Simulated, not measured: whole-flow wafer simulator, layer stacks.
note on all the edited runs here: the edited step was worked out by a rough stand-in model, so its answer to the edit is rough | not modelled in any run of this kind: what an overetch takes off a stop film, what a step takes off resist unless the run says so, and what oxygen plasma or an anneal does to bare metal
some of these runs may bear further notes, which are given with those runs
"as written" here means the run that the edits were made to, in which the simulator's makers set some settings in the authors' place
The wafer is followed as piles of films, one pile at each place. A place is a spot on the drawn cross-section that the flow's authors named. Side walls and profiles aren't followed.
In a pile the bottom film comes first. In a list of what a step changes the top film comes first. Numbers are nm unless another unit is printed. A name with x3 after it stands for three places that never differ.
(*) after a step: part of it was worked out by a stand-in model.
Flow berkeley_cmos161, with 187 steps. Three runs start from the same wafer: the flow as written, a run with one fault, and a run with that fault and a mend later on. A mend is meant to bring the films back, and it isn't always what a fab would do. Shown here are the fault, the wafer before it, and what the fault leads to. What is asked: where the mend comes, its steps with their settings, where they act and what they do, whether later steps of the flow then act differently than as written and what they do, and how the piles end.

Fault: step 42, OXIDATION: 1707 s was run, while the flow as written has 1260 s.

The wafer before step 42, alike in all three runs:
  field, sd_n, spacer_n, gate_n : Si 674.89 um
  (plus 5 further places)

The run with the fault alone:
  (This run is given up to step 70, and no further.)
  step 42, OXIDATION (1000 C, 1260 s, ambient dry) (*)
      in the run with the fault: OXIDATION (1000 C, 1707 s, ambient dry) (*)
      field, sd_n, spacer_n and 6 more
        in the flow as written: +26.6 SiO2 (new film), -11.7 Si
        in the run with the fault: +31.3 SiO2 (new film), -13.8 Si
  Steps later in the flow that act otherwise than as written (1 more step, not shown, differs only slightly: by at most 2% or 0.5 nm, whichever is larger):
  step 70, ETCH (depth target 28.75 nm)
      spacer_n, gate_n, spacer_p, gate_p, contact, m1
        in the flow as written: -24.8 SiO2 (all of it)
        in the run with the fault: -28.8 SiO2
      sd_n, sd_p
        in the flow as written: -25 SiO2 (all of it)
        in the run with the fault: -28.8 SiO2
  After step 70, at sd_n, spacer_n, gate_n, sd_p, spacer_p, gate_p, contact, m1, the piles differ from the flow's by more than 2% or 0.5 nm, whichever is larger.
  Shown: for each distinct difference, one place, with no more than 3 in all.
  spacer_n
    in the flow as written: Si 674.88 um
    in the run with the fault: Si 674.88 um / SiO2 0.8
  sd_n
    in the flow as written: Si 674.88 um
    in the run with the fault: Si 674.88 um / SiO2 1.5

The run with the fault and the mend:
  The mend follows step 43.
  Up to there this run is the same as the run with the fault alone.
  step 43a, ETCH (chemistry boe, depth target 36 nm) (a further turn of the flow's step 38, with different settings)
      field, sd_n, spacer_n and 6 more
        -31.3 SiO2 (all of it)
  step 43b, CLEAN (chemistry SPM) (*) (a further turn of the flow's step 36)
      field, sd_n, spacer_n and 6 more
        +0.8 chemical SiO2 (new film), -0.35 Si
  step 43c, OXIDATION (1000 C, 1260 s, ambient dry) (*) (a further turn of the flow's step 42)
      field, sd_n, spacer_n and 6 more
        +26.7 SiO2 (new film), -0.8 chemical SiO2 (all of it), -11.4 Si
  Every later step of the flow that is run acts as written, at every place that is followed, to within 2% or 0.5 nm, whichever is larger.
  The piles end only slightly different from the flow's at the places that both follow, by no more than 2% or 0.5 nm, whichever is larger.
